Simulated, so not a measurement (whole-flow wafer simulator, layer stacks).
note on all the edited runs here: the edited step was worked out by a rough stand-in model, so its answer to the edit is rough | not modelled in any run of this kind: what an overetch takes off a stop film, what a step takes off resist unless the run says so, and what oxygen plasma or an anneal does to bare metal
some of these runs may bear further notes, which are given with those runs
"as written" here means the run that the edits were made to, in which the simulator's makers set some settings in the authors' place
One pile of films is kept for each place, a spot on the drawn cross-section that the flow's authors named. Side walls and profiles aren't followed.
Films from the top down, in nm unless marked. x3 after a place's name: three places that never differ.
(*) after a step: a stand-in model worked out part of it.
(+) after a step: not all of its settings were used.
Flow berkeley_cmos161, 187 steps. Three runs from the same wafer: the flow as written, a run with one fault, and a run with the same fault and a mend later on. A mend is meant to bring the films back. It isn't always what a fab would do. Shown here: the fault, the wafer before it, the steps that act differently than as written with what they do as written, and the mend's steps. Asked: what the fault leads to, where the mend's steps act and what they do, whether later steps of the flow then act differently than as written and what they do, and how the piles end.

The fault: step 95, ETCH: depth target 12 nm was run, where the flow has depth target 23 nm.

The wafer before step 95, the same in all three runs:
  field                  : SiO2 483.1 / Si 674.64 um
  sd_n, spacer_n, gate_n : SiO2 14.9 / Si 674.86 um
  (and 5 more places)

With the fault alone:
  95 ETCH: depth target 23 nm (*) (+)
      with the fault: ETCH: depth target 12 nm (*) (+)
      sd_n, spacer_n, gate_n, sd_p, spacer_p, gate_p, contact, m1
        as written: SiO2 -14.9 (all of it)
        with the fault: SiO2 -12
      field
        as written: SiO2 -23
        with the fault: SiO2 -12
  Later steps of the flow that act differently than as written (34 more steps differ only slightly, by at most 2% or 0.5 nm, whichever is larger, and aren't shown):
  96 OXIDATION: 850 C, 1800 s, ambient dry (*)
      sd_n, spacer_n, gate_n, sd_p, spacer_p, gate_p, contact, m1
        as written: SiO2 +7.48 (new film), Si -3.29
        with the fault: SiO2 +5.48, Si -2.41
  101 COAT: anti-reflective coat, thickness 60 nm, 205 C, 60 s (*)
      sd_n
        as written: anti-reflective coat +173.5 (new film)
        with the fault: anti-reflective coat +181.1 (new film)
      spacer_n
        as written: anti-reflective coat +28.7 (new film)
        with the fault: anti-reflective coat +27 (new film)
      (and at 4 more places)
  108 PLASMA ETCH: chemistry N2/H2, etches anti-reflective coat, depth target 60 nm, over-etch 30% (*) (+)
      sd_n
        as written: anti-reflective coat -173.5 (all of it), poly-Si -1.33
        with the fault: anti-reflective coat -181.1 (all of it), poly-Si -1.39
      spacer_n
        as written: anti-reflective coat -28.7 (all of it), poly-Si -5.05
        with the fault: anti-reflective coat -27 (all of it), poly-Si -5.34
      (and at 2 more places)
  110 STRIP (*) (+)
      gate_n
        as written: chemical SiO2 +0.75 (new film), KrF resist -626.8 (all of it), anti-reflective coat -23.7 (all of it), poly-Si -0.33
        with the fault: chemical SiO2 +0.75 (new film), KrF resist -633 (all of it), anti-reflective coat -22 (all of it), poly-Si -0.33
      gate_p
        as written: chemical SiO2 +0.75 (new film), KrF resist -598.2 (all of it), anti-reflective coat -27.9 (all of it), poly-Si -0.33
        with the fault: chemical SiO2 +0.75 (new film), KrF resist -601.8 (all of it), anti-reflective coat -27 (all of it), poly-Si -0.33
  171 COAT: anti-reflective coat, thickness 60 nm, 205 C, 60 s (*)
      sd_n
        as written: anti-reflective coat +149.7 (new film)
        with the fault: anti-reflective coat +158.1 (new film)
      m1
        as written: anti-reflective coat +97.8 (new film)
        with the fault: anti-reflective coat +100.4 (new film)
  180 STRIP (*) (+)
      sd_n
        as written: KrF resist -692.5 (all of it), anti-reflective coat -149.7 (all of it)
        with the fault: KrF resist -690.7 (all of it), anti-reflective coat -158.1 (all of it)
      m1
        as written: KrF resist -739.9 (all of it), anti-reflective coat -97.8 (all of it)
        with the fault: KrF resist -743.5 (all of it), anti-reflective coat -100.4 (all of it)
  At the end the piles differ from the flow's by more than 2% or 0.5 nm, whichever is larger, at field, gate_n, gate_p.
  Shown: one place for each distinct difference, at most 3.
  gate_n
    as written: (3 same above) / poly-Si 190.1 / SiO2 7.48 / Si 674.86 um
    with the fault: (3 same above) / poly-Si 190.1 / SiO2 8.43 / Si 674.86 um
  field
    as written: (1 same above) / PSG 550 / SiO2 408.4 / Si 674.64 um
    with the fault: (1 same above) / PSG 550 / SiO2 419.4 / Si 674.64 um

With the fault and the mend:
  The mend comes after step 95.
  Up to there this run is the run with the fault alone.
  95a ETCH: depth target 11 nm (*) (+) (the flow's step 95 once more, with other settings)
      sd_n, spacer_n, gate_n, sd_p, spacer_p, gate_p, contact, m1
        SiO2 -2.94 (all of it)
      field
        SiO2 -11
  No later step of the flow acts differently than as written at any place that is followed.
  At the end the piles are the same as the flow's at every place that both follow.
